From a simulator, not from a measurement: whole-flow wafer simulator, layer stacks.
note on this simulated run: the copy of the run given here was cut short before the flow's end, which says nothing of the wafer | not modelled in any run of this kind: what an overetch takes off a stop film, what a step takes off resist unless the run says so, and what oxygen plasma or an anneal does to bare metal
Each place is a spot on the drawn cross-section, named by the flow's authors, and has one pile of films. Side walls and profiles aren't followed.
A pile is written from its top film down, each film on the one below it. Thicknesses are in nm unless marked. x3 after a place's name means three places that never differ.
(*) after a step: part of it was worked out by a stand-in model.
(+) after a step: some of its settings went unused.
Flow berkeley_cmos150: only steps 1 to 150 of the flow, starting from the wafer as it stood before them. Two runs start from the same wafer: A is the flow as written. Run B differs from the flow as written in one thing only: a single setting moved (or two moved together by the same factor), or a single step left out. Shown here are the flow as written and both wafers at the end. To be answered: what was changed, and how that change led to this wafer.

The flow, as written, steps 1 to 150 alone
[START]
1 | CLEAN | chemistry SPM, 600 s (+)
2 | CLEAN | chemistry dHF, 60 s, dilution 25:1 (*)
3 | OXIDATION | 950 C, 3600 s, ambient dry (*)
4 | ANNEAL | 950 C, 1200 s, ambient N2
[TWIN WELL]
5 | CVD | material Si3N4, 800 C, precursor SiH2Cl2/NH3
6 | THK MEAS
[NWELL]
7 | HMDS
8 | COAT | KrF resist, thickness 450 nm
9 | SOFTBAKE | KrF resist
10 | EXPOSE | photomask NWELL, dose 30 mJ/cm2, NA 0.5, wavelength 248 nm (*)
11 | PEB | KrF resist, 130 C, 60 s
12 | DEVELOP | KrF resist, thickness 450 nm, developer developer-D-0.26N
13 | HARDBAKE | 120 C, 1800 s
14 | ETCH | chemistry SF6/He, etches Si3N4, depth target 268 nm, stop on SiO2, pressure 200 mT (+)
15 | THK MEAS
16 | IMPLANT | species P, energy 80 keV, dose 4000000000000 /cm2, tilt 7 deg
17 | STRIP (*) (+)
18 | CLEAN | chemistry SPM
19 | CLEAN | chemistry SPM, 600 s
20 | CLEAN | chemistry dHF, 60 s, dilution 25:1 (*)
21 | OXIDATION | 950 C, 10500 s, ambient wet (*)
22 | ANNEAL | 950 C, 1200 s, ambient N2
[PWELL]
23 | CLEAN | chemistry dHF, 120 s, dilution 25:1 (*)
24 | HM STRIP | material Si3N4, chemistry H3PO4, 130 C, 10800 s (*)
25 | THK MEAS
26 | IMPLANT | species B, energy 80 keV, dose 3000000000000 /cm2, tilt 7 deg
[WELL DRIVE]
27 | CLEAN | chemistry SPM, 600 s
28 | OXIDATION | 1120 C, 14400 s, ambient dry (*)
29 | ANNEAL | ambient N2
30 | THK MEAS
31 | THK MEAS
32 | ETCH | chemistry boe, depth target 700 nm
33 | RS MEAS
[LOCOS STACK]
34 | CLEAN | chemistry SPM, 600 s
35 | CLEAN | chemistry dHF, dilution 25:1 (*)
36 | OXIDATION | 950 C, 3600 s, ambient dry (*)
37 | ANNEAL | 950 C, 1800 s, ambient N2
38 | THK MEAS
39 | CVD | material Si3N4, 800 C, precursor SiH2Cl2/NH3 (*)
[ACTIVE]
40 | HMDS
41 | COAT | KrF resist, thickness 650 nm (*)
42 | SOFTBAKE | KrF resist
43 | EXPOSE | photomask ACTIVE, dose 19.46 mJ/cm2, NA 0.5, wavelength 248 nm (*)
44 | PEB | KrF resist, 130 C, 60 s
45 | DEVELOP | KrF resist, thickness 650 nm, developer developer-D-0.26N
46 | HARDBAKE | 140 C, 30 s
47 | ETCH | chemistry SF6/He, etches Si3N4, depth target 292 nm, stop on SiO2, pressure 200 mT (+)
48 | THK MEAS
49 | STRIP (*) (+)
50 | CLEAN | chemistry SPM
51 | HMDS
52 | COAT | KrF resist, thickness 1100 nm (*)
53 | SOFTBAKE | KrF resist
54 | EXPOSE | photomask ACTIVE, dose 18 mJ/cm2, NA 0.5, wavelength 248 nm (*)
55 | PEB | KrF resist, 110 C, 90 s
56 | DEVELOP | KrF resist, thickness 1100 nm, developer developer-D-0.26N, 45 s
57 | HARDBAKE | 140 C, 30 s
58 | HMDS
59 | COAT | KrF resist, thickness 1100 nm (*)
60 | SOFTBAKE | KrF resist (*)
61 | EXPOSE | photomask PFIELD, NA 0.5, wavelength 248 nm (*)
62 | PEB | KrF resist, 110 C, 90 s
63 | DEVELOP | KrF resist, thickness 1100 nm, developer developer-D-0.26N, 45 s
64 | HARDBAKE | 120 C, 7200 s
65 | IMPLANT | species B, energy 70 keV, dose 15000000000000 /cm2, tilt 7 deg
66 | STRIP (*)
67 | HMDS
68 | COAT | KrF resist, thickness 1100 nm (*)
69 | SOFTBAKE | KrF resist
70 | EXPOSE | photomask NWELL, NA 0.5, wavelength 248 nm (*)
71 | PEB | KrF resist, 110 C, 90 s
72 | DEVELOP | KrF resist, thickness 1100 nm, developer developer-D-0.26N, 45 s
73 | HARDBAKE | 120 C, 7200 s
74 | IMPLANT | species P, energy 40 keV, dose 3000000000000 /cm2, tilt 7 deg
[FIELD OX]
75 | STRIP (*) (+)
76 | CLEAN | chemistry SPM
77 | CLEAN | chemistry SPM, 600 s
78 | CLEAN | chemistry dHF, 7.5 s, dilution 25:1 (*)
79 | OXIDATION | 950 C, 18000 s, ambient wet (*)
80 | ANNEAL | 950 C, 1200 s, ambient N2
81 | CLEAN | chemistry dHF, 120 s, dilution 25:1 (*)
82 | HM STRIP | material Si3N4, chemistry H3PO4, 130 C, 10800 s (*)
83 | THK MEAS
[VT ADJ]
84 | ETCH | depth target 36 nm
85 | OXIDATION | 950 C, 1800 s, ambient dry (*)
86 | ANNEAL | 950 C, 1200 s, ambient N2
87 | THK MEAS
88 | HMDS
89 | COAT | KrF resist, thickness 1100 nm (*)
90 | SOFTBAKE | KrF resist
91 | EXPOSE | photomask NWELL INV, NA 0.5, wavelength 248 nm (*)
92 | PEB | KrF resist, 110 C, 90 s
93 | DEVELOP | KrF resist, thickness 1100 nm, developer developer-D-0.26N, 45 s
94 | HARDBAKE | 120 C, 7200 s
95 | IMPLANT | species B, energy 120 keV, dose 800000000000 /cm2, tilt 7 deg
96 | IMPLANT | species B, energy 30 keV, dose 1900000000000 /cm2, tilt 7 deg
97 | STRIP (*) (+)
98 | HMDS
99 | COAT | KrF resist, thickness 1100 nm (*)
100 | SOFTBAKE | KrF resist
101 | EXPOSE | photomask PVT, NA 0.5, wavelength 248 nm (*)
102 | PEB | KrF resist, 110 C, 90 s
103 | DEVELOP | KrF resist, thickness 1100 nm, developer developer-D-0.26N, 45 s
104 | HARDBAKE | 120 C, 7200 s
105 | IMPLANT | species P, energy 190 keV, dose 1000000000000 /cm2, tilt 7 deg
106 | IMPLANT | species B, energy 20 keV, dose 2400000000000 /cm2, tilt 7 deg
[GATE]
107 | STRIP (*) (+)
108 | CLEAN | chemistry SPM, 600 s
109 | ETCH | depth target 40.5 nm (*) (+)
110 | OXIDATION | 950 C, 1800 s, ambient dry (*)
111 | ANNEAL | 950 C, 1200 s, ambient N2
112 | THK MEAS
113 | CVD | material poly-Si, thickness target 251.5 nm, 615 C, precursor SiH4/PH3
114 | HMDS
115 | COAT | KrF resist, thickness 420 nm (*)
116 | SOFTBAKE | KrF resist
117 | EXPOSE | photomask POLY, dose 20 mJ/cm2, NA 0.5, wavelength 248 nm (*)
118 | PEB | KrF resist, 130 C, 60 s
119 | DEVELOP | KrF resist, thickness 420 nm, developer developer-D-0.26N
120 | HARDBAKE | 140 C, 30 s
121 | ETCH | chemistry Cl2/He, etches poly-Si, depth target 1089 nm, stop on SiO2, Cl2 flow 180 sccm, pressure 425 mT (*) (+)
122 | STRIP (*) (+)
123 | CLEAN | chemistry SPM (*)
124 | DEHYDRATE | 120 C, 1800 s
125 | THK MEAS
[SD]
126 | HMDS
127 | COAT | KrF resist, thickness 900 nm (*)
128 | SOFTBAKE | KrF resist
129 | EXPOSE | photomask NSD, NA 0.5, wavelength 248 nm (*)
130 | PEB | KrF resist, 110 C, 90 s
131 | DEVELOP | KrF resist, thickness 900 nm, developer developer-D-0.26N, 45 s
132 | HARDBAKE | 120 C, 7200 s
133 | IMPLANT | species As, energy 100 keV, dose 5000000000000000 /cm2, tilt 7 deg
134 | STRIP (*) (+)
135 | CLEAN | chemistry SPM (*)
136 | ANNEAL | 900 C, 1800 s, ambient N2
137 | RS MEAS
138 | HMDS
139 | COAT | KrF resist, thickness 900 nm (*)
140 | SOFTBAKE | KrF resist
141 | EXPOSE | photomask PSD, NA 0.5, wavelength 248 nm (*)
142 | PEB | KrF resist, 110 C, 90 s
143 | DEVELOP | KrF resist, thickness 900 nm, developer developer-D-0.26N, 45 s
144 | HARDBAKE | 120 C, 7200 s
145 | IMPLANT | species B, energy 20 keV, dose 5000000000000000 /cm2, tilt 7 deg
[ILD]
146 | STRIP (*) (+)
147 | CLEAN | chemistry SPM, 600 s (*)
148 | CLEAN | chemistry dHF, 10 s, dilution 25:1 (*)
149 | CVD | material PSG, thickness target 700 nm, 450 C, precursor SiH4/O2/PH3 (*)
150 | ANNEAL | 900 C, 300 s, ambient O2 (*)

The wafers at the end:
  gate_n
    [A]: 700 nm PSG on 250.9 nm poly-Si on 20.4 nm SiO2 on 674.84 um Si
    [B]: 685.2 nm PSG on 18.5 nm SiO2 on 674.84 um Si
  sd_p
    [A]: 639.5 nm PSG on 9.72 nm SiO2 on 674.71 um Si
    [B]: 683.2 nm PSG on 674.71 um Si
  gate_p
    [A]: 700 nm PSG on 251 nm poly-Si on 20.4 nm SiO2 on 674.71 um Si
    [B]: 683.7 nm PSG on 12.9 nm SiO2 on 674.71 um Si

Cause: step 113, CVD: material poly-Si, thickness target 251.5 nm, 615 C, precursor SiH4/PH3, was omitted.

The path from the change to this, step by step:
  115 | COAT | KrF resist, thickness 420 nm (*)
      field: A KrF resist gains 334 (new film) | B KrF resist gains 315.9 (new film)
      field_p: A KrF resist gains 413.4 (new film) | B KrF resist gains 403.8 (new film)
      (and at 2 other places as well)
  119 | DEVELOP | KrF resist, thickness 420 nm, developer developer-D-0.26N
      field: A KrF resist loses 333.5 (all of it) | B KrF resist loses 315.5 (all of it)
      field_p: A KrF resist loses 412.9 (all of it) | B KrF resist loses 403.3 (all of it)
      (and at 2 other places as well)
  121 | ETCH | chemistry Cl2/He, etches poly-Si, depth target 1089 nm, stop on SiO2, Cl2 flow 180 sccm, pressure 425 mT (*) (+)
      field, field_p, sd_n, sd_p, contact, m1: A poly-Si loses 251.5 (all of it), SiO2 loses 3.19 | B SiO2 loses 14
      gate_n, gate_p: A KrF resist loses 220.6 | B KrF resist loses 179.6
  122 | STRIP (*) (+)
      gate_n: A chemical SiO2 gains 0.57 (new film), KrF resist loses 169.8 (all of it), poly-Si loses 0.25 | B KrF resist loses 204.9 (all of it)
      gate_p: A chemical SiO2 gains 0.57 (new film), KrF resist loses 206.4 (all of it), poly-Si loses 0.25 | B KrF resist loses 240.6 (all of it)
  127 | COAT | KrF resist, thickness 900 nm (*)
      field: A KrF resist gains 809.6 (new film) | B KrF resist gains 787.9 (new film)
      field_p: A KrF resist gains 916.8 (new film) | B KrF resist gains 897.6 (new film)
      (and at 3 other places as well)
  130 | PEB | KrF resist, 110 C, 90 s
      gate_n: A KrF resist loses 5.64 | B KrF resist loses 6.83
      gate_p: A KrF resist loses 6.13 | B KrF resist loses 7.33
  131 | DEVELOP | KrF resist, thickness 900 nm, developer developer-D-0.26N, 45 s
      gate_n: A KrF resist loses 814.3 (all of it) | B KrF resist loses 982.2 (all of it)
  132 | HARDBAKE | 120 C, 7200 s
      sd_p: A KrF resist loses 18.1 | B KrF resist loses 17.5
      gate_p: A KrF resist loses 14 | B KrF resist loses 16.9
  134 | STRIP (*) (+)
      gate_p: A KrF resist loses 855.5 (all of it), chemical SiO2 gains 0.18 | B KrF resist loses 1022.4 (all of it)
      field: A KrF resist loses 778.1 (all of it) | B KrF resist loses 757 (all of it)
      (and at 2 other places as well)
  139 | COAT | KrF resist, thickness 900 nm (*)
      field: A KrF resist gains 809.6 (new film) | B KrF resist gains 787.9 (new film)
      field_p: A KrF resist gains 916.8 (new film) | B KrF resist gains 897.6 (new film)
      (and at 3 other places as well)
  142 | PEB | KrF resist, 110 C, 90 s
      gate_n: A KrF resist loses 5.64 | B KrF resist loses 6.83
      gate_p: A KrF resist loses 6.12 | B KrF resist loses 7.33
  143 | DEVELOP | KrF resist, thickness 900 nm, developer developer-D-0.26N, 45 s
      sd_p: A KrF resist loses 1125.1 (all of it) | B KrF resist loses 1087.1 (all of it)
      gate_p: A KrF resist loses 882.7 (all of it) | B KrF resist loses 1052.6 (all of it)
  144 | HARDBAKE | 120 C, 7200 s
      gate_n: A KrF resist loses 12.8 | B KrF resist loses 15.7
  146 | STRIP (*) (+)
      gate_n: A KrF resist loses 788 (all of it), chemical SiO2 gains 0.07, poly-Si loses 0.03 | B KrF resist loses 953.3 (all of it)
      field: A KrF resist loses 778.1 (all of it) | B KrF resist loses 757 (all of it)
      (and at 1 other place as well)
  148 | CLEAN | chemistry dHF, 10 s, dilution 25:1 (*)
      gate_n: A chemical SiO2 loses 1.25 (all of it) | B SiO2 loses 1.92
      sd_p: A SiO2 loses 7.51 | B SiO2 loses 6.45 (all of it)
      (and at 1 other place as well)
  149 | CVD | material PSG, thickness target 700 nm, 450 C, precursor SiH4/O2/PH3 (*)
      gate_n: A PSG gains 700 (new film) | B PSG gains 685.2 (new film)
      sd_p: A PSG gains 639.5 (new film) | B PSG gains 683.2 (new film)
      (and at 1 other place as well)
